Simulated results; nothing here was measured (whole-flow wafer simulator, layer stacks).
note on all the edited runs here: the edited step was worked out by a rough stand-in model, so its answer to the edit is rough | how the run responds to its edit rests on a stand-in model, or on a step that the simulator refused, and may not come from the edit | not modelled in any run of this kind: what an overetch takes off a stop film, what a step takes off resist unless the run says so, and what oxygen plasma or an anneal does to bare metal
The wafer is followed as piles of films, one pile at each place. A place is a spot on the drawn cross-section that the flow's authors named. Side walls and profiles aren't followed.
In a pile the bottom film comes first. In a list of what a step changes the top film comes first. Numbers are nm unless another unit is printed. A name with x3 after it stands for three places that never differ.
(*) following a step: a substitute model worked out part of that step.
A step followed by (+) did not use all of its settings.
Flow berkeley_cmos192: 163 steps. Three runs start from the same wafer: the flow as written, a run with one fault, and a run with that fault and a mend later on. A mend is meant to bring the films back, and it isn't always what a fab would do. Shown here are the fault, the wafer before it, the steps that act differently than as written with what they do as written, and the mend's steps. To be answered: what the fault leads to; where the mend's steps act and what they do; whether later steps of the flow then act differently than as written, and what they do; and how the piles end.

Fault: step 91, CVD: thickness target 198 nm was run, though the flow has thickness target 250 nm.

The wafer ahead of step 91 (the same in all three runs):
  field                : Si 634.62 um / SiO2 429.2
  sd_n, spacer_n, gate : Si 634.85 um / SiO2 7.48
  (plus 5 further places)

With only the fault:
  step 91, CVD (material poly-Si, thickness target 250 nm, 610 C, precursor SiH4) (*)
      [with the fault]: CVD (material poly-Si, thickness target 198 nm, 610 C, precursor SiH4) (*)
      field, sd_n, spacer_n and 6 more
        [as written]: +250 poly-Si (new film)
        [with the fault]: +198 poly-Si (new film)
  Steps further on in the flow that do not act as written (not shown: 18 more steps that differ only slightly, by at most 2% or 0.5 nm, whichever is larger):
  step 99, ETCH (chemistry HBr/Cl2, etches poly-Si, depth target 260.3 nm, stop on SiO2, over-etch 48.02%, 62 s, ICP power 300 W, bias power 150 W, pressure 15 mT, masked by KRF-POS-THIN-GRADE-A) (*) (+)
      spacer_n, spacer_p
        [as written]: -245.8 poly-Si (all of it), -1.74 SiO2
        [with the fault]: -193.8 poly-Si (all of it), -5.74 SiO2
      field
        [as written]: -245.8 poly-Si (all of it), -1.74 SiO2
        [with the fault]: -193.9 poly-Si (all of it), -5.73 SiO2
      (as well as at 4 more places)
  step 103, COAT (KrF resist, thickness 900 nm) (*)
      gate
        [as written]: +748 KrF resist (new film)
        [with the fault]: +790.3 KrF resist (new film)
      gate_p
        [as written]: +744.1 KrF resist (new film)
        [with the fault]: +786.3 KrF resist (new film)
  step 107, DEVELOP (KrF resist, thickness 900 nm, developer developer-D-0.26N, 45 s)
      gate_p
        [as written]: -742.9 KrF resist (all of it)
        [with the fault]: -785.1 KrF resist (all of it)
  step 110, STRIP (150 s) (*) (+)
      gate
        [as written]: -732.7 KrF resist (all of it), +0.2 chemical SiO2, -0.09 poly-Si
        [with the fault]: -774.8 KrF resist (all of it), +0.2 chemical SiO2, -0.09 poly-Si
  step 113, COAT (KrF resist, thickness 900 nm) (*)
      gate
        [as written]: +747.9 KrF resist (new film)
        [with the fault]: +789.6 KrF resist (new film)
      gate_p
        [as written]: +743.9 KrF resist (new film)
        [with the fault]: +785.6 KrF resist (new film)
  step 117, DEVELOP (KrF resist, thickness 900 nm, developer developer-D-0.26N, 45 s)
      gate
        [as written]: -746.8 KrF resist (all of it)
        [with the fault]: -788.3 KrF resist (all of it)
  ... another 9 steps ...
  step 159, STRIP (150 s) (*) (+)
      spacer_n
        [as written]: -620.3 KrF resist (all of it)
        [with the fault]: -648 KrF resist (all of it)
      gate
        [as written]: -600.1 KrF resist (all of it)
        [with the fault]: -625 KrF resist (all of it)
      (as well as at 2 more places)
  The piles end different from the flow's at spacer_n, gate, spacer_p, gate_p by more than 2% or 0.5 nm, whichever is larger.
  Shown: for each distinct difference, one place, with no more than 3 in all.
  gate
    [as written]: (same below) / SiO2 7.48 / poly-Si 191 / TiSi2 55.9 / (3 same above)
    [with the fault]: (same below) / SiO2 7.48 / poly-Si 139 / TiSi2 55.9 / (3 same above)
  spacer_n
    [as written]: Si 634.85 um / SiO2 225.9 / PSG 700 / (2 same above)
    [with the fault]: Si 634.85 um / SiO2 173.9 / PSG 700 / (2 same above)
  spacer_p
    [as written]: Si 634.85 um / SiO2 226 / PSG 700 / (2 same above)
    [with the fault]: Si 634.85 um / SiO2 174 / PSG 700 / (2 same above)

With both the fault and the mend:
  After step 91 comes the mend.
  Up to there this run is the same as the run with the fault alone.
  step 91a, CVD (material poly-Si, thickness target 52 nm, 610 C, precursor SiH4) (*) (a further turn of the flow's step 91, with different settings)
      field, sd_n, spacer_n and 6 more
        +52 poly-Si
  None of the later steps of the flow acts differently than as written at any place that is followed.
  By the end, the piles equal the flow's at every place that both follow.
